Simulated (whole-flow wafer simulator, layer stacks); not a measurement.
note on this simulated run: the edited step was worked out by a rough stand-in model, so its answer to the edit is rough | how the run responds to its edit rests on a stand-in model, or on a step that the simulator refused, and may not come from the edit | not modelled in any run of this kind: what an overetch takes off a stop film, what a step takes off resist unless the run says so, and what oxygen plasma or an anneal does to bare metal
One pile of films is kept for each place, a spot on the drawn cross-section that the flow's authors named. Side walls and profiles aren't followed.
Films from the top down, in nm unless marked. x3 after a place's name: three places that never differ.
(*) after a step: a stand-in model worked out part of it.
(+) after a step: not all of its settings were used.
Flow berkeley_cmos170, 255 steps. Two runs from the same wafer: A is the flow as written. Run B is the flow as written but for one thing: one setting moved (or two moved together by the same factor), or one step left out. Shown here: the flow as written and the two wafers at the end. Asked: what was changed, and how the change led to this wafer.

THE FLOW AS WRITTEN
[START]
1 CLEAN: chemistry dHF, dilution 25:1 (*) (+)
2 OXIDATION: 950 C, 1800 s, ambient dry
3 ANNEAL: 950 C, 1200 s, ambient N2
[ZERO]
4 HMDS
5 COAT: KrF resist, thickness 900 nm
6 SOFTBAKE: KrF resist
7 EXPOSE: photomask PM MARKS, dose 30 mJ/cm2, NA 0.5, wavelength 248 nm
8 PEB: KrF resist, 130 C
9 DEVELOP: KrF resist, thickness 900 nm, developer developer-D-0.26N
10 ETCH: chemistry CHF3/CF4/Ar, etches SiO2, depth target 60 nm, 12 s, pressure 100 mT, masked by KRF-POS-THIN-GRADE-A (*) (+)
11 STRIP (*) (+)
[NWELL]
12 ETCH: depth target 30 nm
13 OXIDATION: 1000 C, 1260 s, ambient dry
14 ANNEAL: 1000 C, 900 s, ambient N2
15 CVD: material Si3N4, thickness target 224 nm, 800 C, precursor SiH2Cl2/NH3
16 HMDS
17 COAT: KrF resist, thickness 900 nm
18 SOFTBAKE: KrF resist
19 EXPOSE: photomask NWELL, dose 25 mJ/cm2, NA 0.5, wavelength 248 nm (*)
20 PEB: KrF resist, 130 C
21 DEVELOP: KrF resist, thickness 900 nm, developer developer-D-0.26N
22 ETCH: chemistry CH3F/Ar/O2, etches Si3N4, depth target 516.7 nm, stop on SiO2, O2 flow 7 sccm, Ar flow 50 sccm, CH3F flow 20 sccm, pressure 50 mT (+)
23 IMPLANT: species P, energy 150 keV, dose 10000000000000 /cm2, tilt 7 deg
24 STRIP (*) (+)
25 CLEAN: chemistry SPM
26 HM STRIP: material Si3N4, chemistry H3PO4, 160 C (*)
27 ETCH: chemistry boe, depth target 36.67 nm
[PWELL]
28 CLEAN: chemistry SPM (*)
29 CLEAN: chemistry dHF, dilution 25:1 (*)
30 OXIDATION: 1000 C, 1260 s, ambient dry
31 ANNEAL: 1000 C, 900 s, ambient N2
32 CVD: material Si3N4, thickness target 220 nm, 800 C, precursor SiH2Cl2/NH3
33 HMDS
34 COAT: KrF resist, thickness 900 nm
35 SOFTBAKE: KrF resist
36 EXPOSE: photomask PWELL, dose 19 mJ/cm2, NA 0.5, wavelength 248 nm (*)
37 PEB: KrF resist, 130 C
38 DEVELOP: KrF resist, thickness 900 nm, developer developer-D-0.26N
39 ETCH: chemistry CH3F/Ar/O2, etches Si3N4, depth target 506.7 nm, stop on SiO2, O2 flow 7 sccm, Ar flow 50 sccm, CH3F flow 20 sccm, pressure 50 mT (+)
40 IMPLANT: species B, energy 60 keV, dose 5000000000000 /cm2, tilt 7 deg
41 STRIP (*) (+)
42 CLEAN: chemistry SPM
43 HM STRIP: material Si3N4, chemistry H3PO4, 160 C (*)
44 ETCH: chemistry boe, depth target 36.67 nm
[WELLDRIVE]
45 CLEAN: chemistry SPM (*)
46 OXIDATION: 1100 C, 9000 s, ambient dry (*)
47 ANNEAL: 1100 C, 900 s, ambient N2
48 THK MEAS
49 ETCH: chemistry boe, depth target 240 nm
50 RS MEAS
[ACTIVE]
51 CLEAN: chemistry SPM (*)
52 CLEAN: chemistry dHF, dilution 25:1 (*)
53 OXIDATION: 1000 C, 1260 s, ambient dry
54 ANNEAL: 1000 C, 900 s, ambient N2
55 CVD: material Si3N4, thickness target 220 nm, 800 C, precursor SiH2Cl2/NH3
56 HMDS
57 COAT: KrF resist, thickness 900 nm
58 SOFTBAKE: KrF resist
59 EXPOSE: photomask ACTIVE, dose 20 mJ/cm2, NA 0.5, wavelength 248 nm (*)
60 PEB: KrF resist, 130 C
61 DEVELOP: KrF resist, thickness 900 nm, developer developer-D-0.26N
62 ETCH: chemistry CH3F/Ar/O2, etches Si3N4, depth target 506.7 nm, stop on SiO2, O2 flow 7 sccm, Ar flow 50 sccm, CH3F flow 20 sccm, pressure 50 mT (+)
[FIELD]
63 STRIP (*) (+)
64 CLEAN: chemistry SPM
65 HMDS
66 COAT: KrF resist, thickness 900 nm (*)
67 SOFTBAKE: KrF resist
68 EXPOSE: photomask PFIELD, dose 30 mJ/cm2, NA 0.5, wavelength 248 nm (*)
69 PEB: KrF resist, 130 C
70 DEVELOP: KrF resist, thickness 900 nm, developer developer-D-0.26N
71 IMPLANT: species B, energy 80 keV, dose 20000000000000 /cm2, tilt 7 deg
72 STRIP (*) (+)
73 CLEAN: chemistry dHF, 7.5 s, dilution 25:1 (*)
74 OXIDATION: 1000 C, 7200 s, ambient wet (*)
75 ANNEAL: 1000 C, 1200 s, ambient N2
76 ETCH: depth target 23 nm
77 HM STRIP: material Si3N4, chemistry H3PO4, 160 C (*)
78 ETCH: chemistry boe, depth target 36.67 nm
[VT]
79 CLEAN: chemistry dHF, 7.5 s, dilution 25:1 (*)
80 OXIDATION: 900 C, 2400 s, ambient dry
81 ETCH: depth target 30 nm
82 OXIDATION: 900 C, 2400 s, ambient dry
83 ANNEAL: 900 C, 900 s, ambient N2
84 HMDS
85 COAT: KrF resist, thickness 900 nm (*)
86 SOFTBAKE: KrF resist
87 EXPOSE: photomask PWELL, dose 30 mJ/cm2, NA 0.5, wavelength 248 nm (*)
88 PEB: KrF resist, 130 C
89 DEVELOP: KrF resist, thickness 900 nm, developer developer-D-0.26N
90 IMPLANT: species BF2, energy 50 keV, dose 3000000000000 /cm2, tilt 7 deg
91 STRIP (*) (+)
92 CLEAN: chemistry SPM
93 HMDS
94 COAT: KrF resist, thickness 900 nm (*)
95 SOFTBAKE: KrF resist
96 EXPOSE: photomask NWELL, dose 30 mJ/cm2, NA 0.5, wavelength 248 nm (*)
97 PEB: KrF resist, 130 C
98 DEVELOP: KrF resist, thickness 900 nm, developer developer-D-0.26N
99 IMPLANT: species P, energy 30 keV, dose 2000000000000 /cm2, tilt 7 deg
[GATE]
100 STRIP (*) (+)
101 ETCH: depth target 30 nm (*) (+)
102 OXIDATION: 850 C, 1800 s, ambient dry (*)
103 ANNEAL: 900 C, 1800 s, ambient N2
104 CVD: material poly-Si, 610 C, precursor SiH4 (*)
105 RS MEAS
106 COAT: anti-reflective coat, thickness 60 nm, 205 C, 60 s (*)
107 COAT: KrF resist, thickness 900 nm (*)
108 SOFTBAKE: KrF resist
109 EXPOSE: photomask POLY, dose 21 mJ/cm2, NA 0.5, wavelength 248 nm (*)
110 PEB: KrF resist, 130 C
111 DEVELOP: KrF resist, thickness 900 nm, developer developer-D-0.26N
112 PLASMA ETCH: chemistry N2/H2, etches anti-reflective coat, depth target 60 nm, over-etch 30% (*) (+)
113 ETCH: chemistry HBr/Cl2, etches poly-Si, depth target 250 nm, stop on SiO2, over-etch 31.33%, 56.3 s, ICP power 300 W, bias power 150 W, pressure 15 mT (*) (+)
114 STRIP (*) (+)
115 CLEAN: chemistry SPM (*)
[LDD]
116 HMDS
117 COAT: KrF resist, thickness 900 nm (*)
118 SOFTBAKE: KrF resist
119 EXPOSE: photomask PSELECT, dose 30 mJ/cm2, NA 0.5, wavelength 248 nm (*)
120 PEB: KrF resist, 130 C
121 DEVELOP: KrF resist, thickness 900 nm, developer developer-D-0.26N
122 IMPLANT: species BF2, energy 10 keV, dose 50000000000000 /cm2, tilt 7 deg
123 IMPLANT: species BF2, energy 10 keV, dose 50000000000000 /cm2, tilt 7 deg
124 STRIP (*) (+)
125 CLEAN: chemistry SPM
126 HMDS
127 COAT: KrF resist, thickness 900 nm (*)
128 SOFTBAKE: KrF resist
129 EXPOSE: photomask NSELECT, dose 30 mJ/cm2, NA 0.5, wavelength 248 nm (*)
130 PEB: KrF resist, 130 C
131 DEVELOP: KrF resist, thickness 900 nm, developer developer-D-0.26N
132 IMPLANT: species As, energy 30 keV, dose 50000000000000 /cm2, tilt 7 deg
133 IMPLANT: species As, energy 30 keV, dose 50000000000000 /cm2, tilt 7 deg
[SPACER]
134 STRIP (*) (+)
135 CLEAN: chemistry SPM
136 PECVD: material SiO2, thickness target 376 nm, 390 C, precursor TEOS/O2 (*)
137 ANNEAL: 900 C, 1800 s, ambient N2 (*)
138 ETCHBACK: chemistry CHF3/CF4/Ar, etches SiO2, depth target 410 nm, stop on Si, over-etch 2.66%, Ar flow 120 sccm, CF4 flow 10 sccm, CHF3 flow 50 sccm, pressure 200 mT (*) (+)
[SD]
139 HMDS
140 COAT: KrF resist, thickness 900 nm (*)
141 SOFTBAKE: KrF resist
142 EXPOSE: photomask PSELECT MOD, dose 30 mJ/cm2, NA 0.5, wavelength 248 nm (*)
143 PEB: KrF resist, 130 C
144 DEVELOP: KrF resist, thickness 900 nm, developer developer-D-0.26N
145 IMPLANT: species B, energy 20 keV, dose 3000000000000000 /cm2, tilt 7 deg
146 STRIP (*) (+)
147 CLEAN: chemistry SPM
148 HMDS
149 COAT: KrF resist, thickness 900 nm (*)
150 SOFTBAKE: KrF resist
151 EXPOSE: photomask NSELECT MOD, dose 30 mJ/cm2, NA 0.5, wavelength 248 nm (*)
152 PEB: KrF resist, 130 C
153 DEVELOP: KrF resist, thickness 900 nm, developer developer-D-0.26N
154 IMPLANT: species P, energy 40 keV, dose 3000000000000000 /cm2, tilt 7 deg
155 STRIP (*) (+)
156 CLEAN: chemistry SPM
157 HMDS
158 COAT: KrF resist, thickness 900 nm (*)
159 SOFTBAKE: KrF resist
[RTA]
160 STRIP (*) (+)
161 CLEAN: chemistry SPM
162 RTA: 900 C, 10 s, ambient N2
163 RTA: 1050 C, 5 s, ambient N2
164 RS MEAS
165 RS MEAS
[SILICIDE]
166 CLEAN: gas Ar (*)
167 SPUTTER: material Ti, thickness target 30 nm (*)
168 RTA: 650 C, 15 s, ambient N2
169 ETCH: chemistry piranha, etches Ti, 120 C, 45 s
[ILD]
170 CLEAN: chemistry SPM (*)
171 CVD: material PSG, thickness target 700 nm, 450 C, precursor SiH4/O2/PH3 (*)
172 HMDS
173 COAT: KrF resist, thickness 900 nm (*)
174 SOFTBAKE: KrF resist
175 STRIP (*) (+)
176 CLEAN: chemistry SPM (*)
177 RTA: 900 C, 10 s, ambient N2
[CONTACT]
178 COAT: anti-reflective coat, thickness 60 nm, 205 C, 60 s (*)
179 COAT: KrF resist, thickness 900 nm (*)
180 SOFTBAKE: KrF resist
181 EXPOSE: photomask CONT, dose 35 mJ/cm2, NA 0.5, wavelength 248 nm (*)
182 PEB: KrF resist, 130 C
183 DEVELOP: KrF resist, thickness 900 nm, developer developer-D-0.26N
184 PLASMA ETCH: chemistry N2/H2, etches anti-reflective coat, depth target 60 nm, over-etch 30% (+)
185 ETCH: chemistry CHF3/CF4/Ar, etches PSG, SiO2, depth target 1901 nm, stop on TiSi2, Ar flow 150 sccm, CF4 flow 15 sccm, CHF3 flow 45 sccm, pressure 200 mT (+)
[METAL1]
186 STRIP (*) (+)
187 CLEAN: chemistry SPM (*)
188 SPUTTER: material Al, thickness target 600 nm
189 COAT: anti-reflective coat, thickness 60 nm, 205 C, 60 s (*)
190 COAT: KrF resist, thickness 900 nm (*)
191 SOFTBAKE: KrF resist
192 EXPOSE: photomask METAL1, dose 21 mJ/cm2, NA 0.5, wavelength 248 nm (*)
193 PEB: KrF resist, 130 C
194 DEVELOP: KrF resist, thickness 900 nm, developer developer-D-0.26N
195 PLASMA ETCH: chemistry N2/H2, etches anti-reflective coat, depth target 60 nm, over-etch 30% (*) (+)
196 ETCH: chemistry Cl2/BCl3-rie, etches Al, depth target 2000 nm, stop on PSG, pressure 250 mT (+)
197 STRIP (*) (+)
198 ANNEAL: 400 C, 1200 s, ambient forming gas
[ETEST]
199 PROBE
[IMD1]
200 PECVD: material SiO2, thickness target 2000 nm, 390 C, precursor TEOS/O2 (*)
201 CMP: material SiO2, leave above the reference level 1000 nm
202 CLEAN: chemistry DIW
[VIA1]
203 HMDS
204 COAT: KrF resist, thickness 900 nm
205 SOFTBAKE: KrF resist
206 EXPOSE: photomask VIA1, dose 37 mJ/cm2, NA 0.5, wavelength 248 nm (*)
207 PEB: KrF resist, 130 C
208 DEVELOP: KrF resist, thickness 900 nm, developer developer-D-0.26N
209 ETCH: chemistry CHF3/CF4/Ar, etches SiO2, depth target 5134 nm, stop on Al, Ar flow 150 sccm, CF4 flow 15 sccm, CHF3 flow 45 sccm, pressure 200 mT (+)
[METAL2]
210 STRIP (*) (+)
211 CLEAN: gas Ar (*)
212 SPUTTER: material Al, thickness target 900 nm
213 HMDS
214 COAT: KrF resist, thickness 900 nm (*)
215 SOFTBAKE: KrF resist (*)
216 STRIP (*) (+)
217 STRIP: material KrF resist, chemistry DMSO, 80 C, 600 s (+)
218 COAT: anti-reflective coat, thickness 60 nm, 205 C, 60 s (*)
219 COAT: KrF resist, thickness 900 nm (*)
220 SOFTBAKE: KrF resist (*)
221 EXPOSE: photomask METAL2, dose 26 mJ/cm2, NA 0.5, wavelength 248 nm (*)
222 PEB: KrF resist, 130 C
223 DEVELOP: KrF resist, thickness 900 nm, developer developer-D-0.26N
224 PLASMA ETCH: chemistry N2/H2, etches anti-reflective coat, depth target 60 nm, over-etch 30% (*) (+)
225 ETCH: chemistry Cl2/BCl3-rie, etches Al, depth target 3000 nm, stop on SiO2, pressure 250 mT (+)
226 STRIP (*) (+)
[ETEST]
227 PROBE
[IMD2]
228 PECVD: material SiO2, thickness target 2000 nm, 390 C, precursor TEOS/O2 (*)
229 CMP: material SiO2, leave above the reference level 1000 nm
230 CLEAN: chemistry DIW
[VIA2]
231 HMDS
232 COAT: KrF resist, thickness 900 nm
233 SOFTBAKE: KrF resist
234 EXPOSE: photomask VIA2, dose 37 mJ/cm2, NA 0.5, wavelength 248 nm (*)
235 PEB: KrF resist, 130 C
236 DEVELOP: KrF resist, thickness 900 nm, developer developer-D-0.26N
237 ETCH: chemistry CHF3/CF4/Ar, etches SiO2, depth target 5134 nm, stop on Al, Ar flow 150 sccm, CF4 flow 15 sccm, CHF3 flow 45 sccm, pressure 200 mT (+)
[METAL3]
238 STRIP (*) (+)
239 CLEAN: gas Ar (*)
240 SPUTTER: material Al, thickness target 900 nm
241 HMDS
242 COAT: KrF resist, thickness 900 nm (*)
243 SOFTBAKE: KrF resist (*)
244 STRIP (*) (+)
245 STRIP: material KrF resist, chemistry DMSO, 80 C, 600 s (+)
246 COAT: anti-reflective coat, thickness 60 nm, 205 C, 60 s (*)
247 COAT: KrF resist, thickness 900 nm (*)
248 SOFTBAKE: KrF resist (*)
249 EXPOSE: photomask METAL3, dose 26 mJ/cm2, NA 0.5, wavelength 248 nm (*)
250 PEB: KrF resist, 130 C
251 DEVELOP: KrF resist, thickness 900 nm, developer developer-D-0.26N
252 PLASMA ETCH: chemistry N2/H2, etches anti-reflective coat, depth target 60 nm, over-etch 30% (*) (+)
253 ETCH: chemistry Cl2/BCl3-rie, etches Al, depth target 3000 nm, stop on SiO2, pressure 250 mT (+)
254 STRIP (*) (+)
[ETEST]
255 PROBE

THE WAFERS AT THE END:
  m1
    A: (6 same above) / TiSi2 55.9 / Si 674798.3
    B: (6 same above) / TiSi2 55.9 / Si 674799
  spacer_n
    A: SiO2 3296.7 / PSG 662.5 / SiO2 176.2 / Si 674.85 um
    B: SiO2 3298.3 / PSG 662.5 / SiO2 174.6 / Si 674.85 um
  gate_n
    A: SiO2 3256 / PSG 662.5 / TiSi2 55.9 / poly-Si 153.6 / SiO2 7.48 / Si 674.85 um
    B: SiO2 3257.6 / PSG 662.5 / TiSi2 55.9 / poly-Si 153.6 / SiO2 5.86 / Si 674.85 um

The cause: step 102, OXIDATION: 826 C was run, where the flow has 850 C.

How the change led to this, step by step:
  102 OXIDATION: 850 C, 1800 s, ambient dry (*)
      sd_n, spacer_n, gate_n and 8 more: A SiO2 +7.48 (new film), Si -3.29 | B SiO2 +5.86 (new film), Si -2.58
